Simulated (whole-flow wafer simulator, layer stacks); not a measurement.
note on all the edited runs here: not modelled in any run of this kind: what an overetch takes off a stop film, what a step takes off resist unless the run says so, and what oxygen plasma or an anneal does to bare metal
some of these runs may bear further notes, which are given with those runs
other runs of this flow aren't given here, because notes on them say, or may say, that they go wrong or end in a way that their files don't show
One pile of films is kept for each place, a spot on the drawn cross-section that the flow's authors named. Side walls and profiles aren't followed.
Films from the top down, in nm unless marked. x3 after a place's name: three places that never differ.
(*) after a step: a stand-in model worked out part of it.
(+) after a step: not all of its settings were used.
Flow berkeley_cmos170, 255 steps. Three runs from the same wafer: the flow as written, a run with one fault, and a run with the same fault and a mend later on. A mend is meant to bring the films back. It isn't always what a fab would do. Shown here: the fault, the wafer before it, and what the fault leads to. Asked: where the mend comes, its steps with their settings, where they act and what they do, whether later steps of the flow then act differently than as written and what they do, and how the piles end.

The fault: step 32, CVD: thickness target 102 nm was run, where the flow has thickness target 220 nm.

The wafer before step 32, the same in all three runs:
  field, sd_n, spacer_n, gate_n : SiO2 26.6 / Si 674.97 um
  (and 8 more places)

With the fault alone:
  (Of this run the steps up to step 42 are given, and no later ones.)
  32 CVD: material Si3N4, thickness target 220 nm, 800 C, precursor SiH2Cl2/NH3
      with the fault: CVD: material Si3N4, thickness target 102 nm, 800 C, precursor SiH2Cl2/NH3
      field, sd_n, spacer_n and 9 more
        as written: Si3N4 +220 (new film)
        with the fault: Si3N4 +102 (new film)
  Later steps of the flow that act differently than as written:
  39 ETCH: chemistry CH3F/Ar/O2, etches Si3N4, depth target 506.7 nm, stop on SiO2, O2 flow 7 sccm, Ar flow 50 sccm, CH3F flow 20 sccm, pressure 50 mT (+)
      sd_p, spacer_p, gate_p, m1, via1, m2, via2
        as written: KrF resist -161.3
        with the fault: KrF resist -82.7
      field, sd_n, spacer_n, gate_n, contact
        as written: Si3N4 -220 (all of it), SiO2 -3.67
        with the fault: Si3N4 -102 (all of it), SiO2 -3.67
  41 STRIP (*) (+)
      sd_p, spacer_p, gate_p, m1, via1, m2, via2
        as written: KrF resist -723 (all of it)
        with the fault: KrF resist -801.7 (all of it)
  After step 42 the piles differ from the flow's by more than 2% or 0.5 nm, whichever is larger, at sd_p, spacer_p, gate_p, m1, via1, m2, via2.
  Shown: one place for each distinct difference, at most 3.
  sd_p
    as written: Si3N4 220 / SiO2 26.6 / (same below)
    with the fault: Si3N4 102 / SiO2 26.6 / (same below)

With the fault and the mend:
  The mend comes after step 38.
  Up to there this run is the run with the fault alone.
  38a STRIP (*) (+)
      sd_p, spacer_p, gate_p, m1, via1, m2, via2
        KrF resist -884.4 (all of it)
  38b CLEAN: chemistry SPM (the flow's step 25 once more)
      changes no film at any place that is followed
  38c CVD: material Si3N4, thickness target 118 nm, 800 C, precursor SiH2Cl2/NH3 (the flow's step 32 once more, with other settings)
      field, sd_n, spacer_n and 9 more
        Si3N4 +118
  38d HMDS (the flow's step 33 once more)
      changes no film at any place that is followed
  38e COAT: KrF resist, thickness 900 nm (the flow's step 34 once more)
      field, sd_n, spacer_n and 9 more
        KrF resist +900 (new film)
  38f SOFTBAKE: KrF resist (the flow's step 35 once more)
      changes no film at any place that is followed
  38g EXPOSE: photomask PWELL, dose 19 mJ/cm2, NA 0.5, wavelength 248 nm (*) (the flow's step 36 once more)
      changes no film at any place that is followed
  38h PEB: KrF resist, 130 C (the flow's step 37 once more)
      field, sd_n, spacer_n and 9 more
        KrF resist -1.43
  38i DEVELOP: KrF resist, thickness 900 nm, developer developer-D-0.26N (the flow's step 38 once more)
      sd_p, spacer_p, gate_p, m1, via1, m2, via2
        KrF resist -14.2
      field, sd_n, spacer_n, gate_n, contact
        KrF resist -898.6 (all of it)
  No later step of the flow acts differently than as written at any place that is followed.
  At the end the piles are the same as the flow's at every place that both follow.
